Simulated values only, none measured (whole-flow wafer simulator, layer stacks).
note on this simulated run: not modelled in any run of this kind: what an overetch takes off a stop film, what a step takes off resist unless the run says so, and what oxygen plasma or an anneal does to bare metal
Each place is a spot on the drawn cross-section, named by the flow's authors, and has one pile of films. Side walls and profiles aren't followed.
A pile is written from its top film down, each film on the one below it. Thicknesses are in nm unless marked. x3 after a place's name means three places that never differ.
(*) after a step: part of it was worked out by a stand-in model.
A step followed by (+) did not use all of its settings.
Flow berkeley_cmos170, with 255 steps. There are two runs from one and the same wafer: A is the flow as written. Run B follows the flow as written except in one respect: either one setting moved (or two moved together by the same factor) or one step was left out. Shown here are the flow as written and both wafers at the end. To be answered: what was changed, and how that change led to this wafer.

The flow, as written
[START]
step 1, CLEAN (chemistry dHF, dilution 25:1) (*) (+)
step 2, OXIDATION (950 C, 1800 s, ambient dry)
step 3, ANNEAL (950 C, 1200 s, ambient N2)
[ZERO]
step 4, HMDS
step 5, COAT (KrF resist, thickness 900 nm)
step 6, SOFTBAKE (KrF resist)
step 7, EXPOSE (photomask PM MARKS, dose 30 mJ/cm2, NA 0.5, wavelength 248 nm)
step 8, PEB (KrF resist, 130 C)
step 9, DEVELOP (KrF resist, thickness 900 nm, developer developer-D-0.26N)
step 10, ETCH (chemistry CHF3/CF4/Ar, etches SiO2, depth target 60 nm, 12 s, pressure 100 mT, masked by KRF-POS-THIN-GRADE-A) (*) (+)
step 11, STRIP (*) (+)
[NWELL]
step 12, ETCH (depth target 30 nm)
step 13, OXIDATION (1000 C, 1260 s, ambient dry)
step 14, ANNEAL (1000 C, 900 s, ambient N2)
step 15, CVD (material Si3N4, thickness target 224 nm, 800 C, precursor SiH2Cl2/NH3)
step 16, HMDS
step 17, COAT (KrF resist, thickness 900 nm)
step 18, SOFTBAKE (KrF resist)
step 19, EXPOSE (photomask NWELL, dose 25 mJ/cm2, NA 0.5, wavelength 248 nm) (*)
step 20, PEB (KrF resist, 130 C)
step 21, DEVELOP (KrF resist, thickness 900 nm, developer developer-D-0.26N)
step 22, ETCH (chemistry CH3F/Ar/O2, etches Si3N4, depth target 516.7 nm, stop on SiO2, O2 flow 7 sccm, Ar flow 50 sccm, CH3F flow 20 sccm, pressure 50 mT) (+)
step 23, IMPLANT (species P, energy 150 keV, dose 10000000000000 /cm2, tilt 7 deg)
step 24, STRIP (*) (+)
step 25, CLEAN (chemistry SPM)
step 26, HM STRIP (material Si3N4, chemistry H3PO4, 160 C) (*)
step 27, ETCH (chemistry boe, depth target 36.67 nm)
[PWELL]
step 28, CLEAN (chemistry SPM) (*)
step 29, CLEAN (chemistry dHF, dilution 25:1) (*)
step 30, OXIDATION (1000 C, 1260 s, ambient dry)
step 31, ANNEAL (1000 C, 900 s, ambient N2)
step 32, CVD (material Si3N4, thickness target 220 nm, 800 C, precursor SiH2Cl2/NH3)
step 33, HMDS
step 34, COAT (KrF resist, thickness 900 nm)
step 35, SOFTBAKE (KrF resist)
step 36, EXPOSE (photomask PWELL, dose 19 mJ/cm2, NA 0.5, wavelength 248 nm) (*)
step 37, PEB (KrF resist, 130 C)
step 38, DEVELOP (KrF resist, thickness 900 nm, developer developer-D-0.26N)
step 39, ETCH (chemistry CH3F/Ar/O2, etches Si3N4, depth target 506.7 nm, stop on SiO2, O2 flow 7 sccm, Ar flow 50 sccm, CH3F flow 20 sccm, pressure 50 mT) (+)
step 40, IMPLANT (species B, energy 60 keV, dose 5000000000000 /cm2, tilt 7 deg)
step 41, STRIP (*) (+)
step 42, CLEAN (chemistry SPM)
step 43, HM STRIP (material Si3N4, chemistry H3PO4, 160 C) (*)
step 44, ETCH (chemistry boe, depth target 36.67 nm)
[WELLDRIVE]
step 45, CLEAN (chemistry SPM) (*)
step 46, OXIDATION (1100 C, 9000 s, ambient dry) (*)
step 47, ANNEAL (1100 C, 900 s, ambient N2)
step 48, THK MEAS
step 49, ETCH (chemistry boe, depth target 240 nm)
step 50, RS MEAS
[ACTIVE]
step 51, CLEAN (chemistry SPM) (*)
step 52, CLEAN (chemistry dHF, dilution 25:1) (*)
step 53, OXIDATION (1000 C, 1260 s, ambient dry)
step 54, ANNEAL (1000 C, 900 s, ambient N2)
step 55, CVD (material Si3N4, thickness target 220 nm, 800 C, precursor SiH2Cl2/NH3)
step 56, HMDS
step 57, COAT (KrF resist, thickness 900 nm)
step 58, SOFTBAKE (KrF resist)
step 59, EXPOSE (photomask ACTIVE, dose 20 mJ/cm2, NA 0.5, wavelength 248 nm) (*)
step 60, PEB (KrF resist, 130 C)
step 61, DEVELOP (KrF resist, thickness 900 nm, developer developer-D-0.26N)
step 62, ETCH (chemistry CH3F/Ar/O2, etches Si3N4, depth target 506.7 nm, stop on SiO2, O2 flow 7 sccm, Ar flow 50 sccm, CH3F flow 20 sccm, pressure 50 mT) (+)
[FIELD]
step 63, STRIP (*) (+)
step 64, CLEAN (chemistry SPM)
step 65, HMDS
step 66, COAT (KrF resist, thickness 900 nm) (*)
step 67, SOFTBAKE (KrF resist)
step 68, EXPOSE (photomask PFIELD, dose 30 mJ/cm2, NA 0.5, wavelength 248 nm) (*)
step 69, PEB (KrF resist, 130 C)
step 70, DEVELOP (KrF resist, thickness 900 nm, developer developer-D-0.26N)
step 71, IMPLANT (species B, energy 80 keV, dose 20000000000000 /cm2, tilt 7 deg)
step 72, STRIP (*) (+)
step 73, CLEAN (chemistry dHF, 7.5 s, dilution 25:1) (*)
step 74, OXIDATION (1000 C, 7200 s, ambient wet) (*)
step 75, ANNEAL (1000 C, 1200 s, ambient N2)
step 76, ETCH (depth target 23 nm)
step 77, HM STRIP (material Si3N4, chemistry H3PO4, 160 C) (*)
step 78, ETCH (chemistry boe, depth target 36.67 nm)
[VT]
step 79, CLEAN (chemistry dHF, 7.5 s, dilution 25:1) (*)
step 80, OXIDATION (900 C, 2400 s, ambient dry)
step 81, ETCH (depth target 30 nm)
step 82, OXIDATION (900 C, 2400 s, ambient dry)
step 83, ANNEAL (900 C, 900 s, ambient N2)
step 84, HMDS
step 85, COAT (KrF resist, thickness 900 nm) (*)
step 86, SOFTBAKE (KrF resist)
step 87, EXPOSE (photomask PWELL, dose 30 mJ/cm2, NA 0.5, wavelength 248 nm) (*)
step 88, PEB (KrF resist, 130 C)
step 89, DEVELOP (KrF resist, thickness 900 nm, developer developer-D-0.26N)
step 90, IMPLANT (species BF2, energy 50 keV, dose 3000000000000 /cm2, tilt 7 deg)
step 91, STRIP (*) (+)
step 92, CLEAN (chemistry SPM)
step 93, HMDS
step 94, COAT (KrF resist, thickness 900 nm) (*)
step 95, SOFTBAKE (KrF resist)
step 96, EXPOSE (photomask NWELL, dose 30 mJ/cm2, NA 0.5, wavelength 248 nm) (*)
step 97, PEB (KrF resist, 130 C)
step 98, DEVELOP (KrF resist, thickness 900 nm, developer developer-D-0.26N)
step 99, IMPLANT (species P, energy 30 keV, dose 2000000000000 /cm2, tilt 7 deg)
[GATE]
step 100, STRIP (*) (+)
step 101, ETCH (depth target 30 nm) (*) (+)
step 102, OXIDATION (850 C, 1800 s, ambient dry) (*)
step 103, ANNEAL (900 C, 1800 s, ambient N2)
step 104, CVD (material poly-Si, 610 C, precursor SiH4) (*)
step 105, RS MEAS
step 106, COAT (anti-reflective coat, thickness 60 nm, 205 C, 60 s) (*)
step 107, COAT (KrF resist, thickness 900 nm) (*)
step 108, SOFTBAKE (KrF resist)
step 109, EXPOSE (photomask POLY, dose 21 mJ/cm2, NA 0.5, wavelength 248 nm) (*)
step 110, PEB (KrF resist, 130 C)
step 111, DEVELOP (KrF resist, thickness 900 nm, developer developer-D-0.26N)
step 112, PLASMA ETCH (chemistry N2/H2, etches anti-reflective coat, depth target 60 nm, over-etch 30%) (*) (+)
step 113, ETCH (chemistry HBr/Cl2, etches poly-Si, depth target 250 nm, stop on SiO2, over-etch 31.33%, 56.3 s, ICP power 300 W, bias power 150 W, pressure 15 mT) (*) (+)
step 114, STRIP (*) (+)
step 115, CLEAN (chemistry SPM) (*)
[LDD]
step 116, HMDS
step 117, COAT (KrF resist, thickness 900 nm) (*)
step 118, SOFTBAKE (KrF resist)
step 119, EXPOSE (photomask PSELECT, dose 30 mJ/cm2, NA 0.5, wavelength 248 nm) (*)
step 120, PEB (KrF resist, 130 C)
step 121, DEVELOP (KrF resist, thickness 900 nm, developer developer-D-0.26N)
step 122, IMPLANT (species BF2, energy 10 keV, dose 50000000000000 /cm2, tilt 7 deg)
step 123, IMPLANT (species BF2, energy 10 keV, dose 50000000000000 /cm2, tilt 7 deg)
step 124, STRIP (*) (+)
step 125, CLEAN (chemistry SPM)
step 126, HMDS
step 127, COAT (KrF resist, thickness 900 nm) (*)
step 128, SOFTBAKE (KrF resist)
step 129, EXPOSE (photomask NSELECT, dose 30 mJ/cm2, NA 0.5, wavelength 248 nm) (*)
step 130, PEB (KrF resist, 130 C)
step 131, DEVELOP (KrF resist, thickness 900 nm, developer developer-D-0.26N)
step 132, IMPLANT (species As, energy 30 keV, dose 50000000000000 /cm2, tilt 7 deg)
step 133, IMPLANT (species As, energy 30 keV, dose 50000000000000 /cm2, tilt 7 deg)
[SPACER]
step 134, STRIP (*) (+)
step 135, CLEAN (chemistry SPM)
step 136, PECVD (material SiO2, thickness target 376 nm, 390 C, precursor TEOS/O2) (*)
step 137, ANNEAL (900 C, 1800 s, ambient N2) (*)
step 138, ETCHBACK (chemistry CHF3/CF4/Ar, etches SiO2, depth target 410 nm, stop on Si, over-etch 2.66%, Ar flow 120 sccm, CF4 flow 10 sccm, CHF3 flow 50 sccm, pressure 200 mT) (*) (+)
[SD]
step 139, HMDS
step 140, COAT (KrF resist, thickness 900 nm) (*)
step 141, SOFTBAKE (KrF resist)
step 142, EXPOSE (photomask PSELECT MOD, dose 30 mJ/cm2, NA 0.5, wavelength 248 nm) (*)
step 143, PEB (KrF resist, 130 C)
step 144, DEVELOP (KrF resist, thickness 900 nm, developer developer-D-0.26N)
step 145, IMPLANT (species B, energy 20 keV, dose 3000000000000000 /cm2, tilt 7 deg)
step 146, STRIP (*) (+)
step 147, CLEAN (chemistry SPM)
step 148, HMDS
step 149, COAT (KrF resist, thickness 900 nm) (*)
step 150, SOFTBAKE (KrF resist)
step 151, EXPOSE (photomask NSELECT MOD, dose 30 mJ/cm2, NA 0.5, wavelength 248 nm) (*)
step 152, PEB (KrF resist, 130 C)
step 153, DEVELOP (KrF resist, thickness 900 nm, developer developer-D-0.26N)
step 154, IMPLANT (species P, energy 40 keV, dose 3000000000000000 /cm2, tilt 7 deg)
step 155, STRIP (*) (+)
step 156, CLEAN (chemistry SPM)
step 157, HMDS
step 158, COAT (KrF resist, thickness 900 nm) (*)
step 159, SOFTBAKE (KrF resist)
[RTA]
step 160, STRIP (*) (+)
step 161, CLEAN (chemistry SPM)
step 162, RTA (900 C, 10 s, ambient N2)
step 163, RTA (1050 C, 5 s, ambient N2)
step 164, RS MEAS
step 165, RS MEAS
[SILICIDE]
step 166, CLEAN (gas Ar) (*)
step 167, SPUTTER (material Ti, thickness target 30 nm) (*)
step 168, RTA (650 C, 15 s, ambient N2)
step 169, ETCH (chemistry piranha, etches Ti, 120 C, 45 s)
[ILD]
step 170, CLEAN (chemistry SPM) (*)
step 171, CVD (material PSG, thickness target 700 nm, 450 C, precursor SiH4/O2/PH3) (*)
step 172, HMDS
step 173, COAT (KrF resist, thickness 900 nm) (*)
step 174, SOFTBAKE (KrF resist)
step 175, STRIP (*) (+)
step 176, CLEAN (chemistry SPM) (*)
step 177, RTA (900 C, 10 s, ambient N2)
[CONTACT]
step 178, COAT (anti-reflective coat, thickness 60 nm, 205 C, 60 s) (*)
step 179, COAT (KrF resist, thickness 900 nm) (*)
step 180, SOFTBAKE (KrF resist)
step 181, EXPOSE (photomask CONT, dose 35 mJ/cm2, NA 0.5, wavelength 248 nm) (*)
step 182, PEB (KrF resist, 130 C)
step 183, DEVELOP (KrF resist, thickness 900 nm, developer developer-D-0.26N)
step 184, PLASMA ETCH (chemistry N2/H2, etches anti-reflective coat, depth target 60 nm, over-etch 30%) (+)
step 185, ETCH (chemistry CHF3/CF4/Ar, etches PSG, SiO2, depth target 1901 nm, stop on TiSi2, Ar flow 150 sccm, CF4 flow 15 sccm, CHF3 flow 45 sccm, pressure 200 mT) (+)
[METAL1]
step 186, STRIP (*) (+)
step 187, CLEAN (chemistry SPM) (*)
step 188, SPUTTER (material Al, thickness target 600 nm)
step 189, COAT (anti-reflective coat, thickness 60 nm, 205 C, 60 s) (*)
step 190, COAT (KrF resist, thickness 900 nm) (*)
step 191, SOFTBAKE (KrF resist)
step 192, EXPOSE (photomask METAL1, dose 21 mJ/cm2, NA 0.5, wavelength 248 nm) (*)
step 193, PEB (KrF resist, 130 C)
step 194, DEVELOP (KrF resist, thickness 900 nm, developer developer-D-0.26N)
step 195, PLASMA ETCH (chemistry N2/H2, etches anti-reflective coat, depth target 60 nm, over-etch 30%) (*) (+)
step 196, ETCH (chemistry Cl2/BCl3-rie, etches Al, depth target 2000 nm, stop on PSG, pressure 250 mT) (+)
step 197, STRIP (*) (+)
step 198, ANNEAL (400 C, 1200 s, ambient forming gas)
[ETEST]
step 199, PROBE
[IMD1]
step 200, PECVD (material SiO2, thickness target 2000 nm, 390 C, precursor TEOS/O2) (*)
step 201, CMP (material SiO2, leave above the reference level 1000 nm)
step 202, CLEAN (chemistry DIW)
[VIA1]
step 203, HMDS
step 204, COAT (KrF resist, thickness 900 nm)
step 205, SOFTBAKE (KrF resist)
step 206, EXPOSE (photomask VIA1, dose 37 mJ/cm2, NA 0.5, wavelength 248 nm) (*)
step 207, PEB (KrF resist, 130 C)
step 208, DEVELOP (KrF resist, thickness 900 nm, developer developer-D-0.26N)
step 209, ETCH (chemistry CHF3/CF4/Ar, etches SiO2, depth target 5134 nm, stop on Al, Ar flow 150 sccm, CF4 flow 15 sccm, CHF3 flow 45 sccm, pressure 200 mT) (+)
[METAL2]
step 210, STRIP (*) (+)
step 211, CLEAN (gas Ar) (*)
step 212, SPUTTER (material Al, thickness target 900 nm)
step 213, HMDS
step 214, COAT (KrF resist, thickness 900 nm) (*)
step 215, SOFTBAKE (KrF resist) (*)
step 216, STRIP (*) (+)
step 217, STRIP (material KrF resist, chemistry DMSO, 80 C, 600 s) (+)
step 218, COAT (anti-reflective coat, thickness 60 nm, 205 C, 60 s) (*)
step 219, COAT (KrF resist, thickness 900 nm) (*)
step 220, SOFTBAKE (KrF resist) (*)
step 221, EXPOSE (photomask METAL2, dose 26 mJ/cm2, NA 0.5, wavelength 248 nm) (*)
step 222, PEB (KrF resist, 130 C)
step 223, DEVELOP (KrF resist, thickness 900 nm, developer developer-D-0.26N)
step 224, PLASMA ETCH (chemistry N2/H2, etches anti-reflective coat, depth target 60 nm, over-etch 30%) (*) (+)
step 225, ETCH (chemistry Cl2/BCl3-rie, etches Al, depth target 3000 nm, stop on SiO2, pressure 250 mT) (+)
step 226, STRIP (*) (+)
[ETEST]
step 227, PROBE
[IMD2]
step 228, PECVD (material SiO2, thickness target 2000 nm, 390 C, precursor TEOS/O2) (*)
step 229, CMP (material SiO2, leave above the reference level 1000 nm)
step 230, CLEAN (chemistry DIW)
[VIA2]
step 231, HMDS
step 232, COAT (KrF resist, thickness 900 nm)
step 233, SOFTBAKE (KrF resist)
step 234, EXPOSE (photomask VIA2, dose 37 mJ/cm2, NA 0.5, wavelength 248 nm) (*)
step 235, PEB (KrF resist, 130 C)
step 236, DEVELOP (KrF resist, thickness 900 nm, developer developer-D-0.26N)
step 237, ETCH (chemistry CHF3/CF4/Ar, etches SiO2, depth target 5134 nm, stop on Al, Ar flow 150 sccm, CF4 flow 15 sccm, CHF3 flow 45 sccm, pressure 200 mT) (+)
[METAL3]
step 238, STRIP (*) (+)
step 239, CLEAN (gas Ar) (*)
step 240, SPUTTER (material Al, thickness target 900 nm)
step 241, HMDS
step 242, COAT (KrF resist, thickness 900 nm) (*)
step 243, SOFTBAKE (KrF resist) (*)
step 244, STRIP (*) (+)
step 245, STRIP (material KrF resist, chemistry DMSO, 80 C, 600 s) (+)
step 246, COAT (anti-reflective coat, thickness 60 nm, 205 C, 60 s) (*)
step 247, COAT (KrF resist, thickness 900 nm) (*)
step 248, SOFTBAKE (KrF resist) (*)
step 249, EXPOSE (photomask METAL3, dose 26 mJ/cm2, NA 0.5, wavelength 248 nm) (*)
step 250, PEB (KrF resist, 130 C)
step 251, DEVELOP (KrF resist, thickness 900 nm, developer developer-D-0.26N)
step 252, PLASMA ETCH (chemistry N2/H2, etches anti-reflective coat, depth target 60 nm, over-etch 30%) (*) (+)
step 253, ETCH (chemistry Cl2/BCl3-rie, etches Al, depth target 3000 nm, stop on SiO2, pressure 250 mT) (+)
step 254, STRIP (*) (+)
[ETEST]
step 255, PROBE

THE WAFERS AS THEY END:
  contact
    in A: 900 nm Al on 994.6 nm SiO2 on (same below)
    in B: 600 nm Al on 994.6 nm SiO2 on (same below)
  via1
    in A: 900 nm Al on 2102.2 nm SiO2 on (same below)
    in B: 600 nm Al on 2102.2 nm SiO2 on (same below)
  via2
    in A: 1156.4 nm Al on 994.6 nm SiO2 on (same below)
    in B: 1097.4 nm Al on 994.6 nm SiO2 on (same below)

The reason: step 240, SPUTTER: thickness target 600 nm was run, though the flow has thickness target 900 nm.
The wafer itself shows it: contact has Al 600, and step 240 as written asks for 900 nm.

How this came from the change, step by step:
  step 240, SPUTTER (material Al, thickness target 900 nm)
      field, sd_n, spacer_n and 8 more: A Al gains 900 (new film) | B Al gains 600 (new film)
      via2: A Al gains 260 | B Al gains 200.9
  step 242, COAT (KrF resist, thickness 900 nm) (*)
      via2: A KrF resist gains 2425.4 (new film) | B KrF resist gains 2193.7 (new film)
  step 244, STRIP (*) (+)
      via2: A KrF resist loses 2425.4 (all of it) | B KrF resist loses 2193.7 (all of it)
  step 246, COAT (anti-reflective coat, thickness 60 nm, 205 C, 60 s) (*)
      via2: A anti-reflective coat gains 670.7 (new film) | B anti-reflective coat gains 553.4 (new film)
  step 247, COAT (KrF resist, thickness 900 nm) (*)
      via2: A KrF resist gains 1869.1 (new film) | B KrF resist gains 1729.1 (new film)
  step 253, ETCH (chemistry Cl2/BCl3-rie, etches Al, depth target 3000 nm, stop on SiO2, pressure 250 mT) (+)
      field, sd_n, spacer_n, gate_n, sd_p, spacer_p, gate_p: A Al loses 900 (all of it), SiO2 loses 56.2 | B Al loses 600 (all of it), SiO2 loses 56.2
      contact, m1, via1, m2, via2: A KrF resist loses 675 | B KrF resist loses 525
  step 254, STRIP (*) (+)
      contact: A KrF resist loses 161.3 (all of it), anti-reflective coat loses 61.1 (all of it) | B KrF resist loses 310.9 (all of it), anti-reflective coat loses 61.2 (all of it)
      m1: A KrF resist loses 158.8 (all of it), anti-reflective coat loses 41 (all of it) | B KrF resist loses 303 (all of it), anti-reflective coat loses 40.4 (all of it)
      (and at 3 other places as well)
